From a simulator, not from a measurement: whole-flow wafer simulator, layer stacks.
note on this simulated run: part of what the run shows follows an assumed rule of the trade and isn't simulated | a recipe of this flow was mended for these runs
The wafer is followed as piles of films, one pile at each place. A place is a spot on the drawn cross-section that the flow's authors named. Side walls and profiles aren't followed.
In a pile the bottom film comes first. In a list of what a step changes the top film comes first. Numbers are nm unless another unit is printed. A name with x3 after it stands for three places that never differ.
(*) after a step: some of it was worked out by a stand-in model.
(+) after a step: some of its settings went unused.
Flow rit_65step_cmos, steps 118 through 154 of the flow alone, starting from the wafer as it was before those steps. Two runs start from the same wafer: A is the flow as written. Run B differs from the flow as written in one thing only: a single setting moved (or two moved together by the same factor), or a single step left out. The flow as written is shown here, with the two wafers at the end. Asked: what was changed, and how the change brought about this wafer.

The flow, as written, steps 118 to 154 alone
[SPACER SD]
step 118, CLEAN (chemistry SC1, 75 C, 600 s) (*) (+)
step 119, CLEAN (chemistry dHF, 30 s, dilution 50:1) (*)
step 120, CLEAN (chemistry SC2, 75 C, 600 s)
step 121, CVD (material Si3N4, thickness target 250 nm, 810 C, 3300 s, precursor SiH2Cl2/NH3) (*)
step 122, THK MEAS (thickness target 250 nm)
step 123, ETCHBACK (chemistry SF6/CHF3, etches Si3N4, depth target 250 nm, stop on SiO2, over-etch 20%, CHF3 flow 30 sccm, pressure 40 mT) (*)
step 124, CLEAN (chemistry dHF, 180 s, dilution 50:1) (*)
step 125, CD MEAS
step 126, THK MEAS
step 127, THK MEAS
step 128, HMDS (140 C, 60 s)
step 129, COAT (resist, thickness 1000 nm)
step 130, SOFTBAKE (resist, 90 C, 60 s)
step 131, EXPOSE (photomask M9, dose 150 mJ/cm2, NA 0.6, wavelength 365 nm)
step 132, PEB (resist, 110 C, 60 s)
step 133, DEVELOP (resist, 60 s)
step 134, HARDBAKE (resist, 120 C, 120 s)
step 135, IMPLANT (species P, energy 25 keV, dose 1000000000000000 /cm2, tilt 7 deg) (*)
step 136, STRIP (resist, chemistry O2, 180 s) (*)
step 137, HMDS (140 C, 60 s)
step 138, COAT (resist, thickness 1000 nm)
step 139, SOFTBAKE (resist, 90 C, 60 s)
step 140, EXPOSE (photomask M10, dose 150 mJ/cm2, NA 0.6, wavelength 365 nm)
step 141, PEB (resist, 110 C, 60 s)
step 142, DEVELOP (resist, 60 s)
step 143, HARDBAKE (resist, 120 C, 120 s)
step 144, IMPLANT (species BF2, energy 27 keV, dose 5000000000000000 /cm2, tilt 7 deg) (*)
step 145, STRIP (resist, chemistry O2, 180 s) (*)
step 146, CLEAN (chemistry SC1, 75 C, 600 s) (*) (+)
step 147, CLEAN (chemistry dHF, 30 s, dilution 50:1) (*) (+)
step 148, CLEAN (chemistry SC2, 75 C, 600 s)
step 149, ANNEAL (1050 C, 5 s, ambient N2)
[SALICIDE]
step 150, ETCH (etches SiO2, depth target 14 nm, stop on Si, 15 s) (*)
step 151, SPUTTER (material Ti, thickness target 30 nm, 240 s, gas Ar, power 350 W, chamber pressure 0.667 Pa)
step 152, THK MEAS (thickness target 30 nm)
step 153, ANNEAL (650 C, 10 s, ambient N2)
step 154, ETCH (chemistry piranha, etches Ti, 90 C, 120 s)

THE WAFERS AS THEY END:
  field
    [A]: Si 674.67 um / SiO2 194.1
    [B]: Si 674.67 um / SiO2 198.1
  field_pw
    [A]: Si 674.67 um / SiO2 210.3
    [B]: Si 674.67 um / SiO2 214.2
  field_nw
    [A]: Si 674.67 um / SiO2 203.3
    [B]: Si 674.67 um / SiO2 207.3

Cause: step 124, CLEAN: 137 s was run, while the flow as written has 180 s.

The path from the change to this, step by step:
  step 124, CLEAN (chemistry dHF, 180 s, dilution 50:1) (*)
      gate_n: A SiO2 loses 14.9 (all of it) | B SiO2 loses 12.8
      gate_p: A SiO2 loses 14.3 (all of it) | B SiO2 loses 12.8
      (and at 4 other places as well)
  step 136, STRIP (resist, chemistry O2, 180 s) (*)
      gate_n: A chemical SiO2 gains 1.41 (new film), poly-Si loses 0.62 | B nothing
      gate_p: A chemical SiO2 gains 1.31 (new film), resist loses 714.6 (all of it), poly-Si loses 0.58 | B resist loses 713.6 (all of it)
  step 146, CLEAN (chemistry SC1, 75 C, 600 s) (*) (+)
      gate_n: A chemical SiO2 loses 1.02, poly-Si loses 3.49 | B SiO2 loses 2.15 (all of it)
      gate_p: A chemical SiO2 loses 1.02, poly-Si loses 3.49 | B chemical SiO2 gains 0.6 (new film), SiO2 loses 1.55 (all of it), poly-Si loses 1.44
  step 147, CLEAN (chemistry dHF, 30 s, dilution 50:1) (*) (+)
      gate_n: A chemical SiO2 loses 0.6 (all of it) | B nothing
